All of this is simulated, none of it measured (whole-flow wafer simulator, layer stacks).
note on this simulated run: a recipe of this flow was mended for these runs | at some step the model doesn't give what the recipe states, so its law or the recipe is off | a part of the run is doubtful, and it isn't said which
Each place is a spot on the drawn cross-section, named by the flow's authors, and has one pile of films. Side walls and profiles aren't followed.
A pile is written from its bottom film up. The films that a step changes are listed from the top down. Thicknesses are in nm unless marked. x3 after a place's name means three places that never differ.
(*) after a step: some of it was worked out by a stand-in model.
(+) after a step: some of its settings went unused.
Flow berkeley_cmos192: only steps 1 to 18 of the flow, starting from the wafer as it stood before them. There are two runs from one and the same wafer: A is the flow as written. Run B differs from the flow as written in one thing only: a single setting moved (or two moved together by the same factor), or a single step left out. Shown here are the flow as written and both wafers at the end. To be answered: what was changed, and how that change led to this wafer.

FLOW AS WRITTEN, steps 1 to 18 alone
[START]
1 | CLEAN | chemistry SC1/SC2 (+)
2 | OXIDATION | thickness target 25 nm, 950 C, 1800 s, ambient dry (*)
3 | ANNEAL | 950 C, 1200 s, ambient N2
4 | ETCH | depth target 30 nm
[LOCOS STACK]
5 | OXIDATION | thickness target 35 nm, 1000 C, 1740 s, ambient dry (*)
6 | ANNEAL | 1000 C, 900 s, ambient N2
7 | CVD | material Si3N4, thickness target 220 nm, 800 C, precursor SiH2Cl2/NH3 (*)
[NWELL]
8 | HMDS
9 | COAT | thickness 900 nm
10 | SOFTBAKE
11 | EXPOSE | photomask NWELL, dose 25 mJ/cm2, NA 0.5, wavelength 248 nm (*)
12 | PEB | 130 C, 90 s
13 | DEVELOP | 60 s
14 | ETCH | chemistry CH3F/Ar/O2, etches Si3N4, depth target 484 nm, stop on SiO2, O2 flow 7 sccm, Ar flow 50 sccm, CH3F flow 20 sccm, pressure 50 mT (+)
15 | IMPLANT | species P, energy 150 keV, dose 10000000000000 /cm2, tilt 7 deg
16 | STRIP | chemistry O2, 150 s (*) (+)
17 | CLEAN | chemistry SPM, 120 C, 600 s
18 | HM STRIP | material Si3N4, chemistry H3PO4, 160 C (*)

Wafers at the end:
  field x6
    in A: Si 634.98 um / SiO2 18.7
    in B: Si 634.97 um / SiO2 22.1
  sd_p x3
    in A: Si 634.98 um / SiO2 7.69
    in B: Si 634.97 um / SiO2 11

What caused this: step 2, OXIDATION: thickness target 75 nm was run, while the flow as written has thickness target 25 nm; step 2, OXIDATION: 5400 s was run, where the flow has 1800 s.

Step by step, how the change led to this:
  2 | OXIDATION | thickness target 25 nm, 950 C, 1800 s, ambient dry (*)
      field x6, sd_p x3: A SiO2 gains 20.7 (new film), chemical SiO2 loses 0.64 (all of it), Si loses 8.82 | B SiO2 gains 41.6 (new film), chemical SiO2 loses 0.64 (all of it), Si loses 18
  4 | ETCH | depth target 30 nm
      field x6, sd_p x3: A SiO2 loses 20.7 (all of it) | B SiO2 loses 30
  5 | OXIDATION | thickness target 35 nm, 1000 C, 1740 s, ambient dry (*)
      field x6, sd_p x3: A SiO2 gains 31.6 (new film), Si loses 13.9 | B SiO2 gains 23.4, Si loses 10.3
